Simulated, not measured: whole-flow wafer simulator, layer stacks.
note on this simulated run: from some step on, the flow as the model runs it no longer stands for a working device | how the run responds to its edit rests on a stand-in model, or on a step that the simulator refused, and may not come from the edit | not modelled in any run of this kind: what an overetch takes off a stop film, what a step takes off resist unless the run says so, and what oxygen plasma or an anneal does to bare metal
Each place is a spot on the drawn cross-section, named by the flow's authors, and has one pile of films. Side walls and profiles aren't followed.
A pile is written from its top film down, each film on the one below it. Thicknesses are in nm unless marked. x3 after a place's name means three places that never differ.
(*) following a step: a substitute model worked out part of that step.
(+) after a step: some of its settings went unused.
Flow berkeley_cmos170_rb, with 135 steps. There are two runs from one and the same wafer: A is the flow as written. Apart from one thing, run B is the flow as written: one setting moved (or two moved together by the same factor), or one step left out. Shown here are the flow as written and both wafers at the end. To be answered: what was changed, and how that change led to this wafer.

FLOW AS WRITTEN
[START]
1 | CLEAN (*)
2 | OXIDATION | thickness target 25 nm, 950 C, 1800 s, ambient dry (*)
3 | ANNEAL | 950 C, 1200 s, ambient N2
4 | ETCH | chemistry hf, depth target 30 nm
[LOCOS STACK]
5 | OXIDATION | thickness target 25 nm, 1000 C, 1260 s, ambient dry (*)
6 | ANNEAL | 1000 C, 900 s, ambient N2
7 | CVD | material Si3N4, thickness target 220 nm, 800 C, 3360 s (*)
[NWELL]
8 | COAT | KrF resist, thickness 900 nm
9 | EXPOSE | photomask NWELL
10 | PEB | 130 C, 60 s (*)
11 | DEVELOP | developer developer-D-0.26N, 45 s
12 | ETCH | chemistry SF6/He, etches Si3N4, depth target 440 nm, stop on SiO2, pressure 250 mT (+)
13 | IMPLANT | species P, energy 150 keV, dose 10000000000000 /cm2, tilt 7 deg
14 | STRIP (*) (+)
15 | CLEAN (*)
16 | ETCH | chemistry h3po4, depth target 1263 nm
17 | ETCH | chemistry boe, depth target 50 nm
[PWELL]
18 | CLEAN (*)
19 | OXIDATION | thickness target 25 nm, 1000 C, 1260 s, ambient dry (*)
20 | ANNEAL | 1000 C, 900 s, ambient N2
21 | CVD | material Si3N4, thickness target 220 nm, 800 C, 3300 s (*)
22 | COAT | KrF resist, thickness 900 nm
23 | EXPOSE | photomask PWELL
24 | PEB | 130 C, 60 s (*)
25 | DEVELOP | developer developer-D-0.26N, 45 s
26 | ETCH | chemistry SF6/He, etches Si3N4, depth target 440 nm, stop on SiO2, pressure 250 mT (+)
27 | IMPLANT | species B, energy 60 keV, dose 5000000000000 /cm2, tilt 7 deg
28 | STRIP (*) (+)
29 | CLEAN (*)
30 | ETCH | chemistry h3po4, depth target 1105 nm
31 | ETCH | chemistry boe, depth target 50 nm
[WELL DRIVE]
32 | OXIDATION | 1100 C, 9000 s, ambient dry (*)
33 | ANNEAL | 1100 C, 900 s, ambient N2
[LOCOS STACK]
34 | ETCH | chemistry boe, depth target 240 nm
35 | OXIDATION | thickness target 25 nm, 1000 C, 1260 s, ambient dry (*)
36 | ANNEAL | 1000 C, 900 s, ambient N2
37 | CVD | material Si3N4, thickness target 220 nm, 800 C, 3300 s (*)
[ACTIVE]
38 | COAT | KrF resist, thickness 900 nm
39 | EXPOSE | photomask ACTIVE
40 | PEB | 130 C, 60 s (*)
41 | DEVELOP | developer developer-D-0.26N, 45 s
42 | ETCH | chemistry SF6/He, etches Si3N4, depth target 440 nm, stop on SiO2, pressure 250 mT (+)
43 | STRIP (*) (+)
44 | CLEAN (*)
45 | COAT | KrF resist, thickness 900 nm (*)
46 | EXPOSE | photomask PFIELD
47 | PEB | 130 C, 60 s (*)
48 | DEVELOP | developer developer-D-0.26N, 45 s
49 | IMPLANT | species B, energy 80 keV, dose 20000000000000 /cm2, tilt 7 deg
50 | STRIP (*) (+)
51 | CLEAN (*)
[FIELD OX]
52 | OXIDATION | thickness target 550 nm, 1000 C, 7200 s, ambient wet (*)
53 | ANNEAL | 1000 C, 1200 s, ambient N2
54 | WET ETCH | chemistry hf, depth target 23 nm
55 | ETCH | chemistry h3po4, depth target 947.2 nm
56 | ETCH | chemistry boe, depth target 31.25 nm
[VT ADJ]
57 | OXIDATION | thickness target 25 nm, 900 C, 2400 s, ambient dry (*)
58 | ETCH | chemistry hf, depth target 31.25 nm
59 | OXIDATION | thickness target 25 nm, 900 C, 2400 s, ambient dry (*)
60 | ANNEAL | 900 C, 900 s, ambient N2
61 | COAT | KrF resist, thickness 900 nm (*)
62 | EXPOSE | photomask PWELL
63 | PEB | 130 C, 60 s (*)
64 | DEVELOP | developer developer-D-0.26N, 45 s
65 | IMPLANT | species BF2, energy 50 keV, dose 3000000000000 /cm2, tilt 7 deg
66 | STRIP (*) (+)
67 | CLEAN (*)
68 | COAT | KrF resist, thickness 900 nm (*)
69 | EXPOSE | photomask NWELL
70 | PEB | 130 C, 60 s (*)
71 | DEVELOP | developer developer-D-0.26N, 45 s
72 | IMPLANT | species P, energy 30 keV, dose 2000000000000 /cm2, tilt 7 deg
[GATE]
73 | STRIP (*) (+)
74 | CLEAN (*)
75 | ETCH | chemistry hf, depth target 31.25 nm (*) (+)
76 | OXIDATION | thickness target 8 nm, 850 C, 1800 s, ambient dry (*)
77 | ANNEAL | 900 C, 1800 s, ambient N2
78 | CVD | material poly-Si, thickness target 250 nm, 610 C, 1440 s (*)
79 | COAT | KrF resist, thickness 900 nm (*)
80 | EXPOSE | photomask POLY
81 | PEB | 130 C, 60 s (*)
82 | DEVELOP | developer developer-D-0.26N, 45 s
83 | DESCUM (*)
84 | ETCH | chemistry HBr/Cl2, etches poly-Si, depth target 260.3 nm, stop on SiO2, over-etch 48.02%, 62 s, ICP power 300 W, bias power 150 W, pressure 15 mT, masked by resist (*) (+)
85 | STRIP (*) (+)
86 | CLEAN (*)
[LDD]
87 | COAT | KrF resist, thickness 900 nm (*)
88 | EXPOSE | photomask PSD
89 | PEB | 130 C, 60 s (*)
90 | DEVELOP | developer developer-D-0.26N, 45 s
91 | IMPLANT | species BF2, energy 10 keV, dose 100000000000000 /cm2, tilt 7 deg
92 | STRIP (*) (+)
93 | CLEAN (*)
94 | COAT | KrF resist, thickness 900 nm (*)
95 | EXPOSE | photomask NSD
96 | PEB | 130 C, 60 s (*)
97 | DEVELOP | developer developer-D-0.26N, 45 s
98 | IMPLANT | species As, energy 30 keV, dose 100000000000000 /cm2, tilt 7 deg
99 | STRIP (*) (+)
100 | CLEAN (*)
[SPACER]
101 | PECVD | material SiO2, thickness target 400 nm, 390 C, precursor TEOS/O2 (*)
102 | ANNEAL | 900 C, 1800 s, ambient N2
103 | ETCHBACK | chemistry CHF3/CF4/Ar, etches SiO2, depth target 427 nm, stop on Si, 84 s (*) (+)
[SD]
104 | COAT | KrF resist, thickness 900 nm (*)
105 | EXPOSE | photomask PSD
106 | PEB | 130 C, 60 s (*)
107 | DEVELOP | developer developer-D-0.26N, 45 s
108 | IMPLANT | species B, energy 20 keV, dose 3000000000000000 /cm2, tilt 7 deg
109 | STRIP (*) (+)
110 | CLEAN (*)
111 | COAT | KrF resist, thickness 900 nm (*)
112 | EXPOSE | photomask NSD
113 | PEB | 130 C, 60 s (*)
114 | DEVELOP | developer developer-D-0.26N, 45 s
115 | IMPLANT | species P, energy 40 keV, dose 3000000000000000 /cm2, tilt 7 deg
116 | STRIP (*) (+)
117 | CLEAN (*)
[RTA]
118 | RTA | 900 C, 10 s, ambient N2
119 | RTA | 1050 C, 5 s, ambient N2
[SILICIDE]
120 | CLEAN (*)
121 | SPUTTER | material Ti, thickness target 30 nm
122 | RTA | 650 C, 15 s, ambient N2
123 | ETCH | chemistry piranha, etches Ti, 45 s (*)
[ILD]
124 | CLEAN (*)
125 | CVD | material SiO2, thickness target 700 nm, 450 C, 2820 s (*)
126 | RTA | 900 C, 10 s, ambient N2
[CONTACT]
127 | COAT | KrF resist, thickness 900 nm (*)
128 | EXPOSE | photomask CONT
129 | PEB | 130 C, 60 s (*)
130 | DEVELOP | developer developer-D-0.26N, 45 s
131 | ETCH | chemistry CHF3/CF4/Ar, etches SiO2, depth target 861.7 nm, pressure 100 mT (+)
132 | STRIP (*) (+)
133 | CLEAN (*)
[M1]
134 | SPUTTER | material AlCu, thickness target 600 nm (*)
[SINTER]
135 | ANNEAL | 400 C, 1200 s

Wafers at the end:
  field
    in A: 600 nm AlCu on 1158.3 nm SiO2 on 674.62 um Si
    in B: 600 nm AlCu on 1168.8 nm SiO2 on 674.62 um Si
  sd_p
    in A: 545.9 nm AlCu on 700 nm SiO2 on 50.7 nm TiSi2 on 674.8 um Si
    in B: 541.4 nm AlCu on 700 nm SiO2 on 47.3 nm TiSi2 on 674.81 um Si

Cause: step 58, ETCH: depth target 20.69 nm was run, though the flow has depth target 31.25 nm.

The path from the change to this, step by step:
  58 | ETCH | chemistry hf, depth target 31.25 nm
      field: A SiO2 loses 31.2 | B SiO2 loses 20.7
  121 | SPUTTER | material Ti, thickness target 30 nm
      sd_p: A Ti gains 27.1 (new film) | B Ti gains 25.3 (new film)
  122 | RTA | 650 C, 15 s, ambient N2
      sd_p: A Ti loses 21.1, TiSi first gains 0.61 (new film), TiSi2 C49 gains 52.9 (new film), Si loses 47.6 | B Ti loses 19.7, TiSi2 C49 gains 50.2 (new film), Si loses 44.8
  126 | RTA | 900 C, 10 s, ambient N2
      sd_p: A under 1 film: TiSi2 gains 50.7 (new film), TiSi first loses 0.61 (all of it), TiSi2 C49 loses 52.9 (all of it), Si loses 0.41 | B under 1 film: TiSi2 gains 47.3 (new film), TiSi2 C49 loses 50.2 (all of it)
